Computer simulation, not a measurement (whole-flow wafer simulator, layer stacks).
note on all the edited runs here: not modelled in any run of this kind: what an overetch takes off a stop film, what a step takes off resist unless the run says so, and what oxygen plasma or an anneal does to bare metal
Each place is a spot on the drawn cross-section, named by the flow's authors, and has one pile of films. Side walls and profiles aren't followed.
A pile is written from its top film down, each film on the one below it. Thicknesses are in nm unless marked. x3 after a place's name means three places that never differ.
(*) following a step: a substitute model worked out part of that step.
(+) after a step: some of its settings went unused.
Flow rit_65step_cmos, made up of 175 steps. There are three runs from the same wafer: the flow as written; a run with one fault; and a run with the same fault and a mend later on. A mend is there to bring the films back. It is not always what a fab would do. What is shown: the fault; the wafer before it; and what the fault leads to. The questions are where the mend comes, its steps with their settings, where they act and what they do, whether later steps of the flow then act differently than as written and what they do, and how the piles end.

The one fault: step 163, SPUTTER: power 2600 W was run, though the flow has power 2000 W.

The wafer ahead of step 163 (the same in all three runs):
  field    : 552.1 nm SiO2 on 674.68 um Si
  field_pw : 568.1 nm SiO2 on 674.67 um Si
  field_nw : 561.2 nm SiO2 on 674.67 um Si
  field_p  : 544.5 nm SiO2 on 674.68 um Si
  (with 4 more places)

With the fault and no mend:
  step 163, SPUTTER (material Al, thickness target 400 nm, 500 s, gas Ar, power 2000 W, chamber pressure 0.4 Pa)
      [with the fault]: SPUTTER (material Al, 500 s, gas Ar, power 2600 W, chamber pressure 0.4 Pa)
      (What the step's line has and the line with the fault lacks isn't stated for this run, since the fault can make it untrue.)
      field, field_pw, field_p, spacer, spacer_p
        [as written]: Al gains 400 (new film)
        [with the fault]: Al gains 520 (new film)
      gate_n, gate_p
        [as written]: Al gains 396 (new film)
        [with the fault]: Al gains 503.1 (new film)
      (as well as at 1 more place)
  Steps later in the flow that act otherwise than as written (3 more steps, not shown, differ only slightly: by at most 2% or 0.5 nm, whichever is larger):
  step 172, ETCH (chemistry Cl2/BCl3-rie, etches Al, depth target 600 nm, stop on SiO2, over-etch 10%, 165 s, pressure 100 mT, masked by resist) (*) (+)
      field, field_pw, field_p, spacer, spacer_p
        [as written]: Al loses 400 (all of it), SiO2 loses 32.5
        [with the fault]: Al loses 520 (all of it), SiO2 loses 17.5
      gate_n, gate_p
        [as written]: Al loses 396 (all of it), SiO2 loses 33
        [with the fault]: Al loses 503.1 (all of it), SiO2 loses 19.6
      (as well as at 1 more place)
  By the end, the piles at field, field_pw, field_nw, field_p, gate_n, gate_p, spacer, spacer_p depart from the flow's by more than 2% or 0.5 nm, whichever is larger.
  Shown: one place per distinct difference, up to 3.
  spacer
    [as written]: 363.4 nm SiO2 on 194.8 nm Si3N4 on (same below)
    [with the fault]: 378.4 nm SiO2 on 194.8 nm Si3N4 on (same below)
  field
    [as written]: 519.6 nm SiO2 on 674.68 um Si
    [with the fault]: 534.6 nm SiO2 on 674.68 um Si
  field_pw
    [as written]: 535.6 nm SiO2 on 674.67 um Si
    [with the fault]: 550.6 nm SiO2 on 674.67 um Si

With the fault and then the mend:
  After step 164 comes the mend.
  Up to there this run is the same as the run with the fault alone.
  step 164a, ETCH (chemistry al pan, depth target 595.8 nm)
      field, field_pw, field_nw, field_p, spacer, spacer_p
        Al loses 520 (all of it)
      gate_n, gate_p
        Al loses 503.1 (all of it)
  step 164b, SPUTTER (material Al, thickness target 400 nm, 500 s, gas Ar, power 2000 W, chamber pressure 0.4 Pa) (a further turn of the flow's step 163)
      field, field_pw, field_p, spacer, spacer_p
        Al gains 400 (new film)
      gate_n, gate_p
        Al gains 396 (new film)
      field_nw
        Al gains 397.2 (new film)
  None of the later steps of the flow acts differently than as written at any place that is followed.
  At every place that both follow, the piles at the end match the flow's.
